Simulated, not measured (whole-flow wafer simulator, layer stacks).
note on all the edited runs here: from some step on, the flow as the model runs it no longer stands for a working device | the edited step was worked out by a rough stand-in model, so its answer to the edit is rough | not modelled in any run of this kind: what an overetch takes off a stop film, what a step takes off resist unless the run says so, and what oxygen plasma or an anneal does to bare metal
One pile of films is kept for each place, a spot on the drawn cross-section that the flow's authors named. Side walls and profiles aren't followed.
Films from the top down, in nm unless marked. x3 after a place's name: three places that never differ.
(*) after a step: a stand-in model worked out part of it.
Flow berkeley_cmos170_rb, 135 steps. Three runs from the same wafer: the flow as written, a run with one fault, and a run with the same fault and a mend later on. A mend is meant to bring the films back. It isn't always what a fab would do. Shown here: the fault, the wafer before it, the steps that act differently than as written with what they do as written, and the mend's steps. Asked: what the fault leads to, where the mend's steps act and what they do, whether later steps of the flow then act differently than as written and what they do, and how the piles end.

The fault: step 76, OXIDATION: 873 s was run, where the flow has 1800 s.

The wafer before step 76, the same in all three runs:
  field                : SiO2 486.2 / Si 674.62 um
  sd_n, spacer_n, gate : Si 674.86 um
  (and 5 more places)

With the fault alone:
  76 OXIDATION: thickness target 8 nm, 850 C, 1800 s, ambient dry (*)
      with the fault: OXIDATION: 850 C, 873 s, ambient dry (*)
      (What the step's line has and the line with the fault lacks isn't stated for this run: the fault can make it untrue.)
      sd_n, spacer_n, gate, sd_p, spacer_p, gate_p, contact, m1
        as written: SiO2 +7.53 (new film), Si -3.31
        with the fault: SiO2 +5.04 (new film), Si -2.22
  No later step of the flow acts differently than as written, at any place that is followed, by more than 2% or 0.5 nm, whichever is larger.
  At the end the piles differ from the flow's by more than 2% or 0.5 nm, whichever is larger, at gate, gate_p.
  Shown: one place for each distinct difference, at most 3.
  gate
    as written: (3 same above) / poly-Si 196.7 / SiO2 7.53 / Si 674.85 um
    with the fault: (3 same above) / poly-Si 196.7 / SiO2 5.04 / Si 674.85 um

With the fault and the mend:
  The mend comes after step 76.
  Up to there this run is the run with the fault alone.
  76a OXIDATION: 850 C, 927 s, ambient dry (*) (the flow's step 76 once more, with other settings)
      sd_n, spacer_n, gate, sd_p, spacer_p, gate_p, contact, m1
        SiO2 +2.49, Si -1.09
      field
        SiO2 +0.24, Si -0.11
  No later step of the flow acts differently than as written at any place that is followed.
  At the end the piles are the same as the flow's at every place that both follow.
